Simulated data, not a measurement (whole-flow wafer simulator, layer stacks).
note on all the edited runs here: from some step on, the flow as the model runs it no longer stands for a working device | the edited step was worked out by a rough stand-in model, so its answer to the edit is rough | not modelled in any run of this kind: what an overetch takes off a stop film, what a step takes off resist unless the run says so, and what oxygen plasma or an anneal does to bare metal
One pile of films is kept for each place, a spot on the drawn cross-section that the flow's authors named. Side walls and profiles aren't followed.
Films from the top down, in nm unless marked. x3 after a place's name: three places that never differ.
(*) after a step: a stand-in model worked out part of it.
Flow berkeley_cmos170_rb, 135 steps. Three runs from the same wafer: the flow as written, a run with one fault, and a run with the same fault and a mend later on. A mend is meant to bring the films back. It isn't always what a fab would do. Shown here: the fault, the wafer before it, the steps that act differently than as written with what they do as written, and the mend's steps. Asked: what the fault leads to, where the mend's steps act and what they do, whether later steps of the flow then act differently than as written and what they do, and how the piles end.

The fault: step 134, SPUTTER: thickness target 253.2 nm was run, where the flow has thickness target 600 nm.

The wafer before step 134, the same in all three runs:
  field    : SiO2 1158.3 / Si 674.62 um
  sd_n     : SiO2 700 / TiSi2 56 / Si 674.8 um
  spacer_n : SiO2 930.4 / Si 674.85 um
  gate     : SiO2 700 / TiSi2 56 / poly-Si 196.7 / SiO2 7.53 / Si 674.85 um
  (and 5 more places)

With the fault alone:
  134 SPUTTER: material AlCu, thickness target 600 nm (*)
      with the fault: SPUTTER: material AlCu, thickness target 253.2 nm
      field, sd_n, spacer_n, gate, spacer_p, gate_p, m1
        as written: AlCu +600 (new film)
        with the fault: AlCu +253.2 (new film)
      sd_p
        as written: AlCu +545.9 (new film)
        with the fault: AlCu +225.3 (new film)
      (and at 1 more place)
  No later step of the flow acts differently than as written at any place that is followed.
  At the end the piles differ from the flow's by more than 2% or 0.5 nm, whichever is larger, at field, sd_n, spacer_n and 6 more.
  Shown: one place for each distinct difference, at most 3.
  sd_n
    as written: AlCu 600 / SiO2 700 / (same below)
    with the fault: AlCu 253.2 / SiO2 700 / (same below)
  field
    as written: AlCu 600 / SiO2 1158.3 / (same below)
    with the fault: AlCu 253.2 / SiO2 1158.3 / (same below)
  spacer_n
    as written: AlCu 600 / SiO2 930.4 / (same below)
    with the fault: AlCu 253.2 / SiO2 930.4 / (same below)

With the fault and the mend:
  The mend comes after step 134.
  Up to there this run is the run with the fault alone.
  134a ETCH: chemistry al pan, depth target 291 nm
      field, sd_n, spacer_n, gate, spacer_p, gate_p, m1
        AlCu -253.2 (all of it)
      sd_p
        AlCu -225.3 (all of it)
      contact
        AlCu -179.5 (all of it)
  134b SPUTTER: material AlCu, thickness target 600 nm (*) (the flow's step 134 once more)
      field, sd_n, spacer_n, gate, spacer_p, gate_p, m1
        AlCu +600 (new film)
      sd_p
        AlCu +545.9 (new film)
      contact
        AlCu +415.1 (new film)
  No later step of the flow acts differently than as written at any place that is followed.
  At the end the piles are the same as the flow's at every place that both follow.
